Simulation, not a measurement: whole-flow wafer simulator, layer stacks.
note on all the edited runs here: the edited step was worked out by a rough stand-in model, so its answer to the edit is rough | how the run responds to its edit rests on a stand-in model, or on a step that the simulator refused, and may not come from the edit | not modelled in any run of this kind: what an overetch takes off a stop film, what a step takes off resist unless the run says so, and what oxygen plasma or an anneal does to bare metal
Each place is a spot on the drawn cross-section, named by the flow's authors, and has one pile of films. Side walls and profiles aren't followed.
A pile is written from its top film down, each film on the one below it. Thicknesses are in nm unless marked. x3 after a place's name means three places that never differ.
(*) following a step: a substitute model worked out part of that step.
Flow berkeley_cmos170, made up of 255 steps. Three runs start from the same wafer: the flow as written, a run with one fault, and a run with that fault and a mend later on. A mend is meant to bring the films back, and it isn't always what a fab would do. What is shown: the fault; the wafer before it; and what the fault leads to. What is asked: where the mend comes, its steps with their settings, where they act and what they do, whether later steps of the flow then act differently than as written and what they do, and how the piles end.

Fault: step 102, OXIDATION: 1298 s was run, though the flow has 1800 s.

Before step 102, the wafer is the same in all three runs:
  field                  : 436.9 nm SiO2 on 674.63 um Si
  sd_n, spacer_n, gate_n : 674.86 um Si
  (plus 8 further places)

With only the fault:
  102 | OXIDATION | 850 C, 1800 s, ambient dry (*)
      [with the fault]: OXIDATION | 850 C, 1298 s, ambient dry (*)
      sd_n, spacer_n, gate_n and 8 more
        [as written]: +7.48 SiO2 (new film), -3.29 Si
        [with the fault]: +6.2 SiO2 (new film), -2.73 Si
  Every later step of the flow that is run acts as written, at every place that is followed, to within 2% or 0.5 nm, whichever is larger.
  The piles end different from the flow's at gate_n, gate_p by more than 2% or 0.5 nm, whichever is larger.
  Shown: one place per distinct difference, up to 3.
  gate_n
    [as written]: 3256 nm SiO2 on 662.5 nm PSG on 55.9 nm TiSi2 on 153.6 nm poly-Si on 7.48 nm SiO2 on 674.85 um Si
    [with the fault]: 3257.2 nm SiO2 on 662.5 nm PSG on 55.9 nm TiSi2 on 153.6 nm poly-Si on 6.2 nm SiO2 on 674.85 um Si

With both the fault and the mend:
  The mend stands after step 102.
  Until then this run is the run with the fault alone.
  102a | OXIDATION | 850 C, 502 s, ambient dry (*) (a further turn of the flow's step 102, with different settings)
      sd_n, spacer_n, gate_n and 8 more
        +1.29 SiO2, -0.57 Si
      field
        +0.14 SiO2, -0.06 Si
  Every later step of the flow that is run acts as written at every place that is followed.
  The piles end the same as the flow's at every place that both follow.
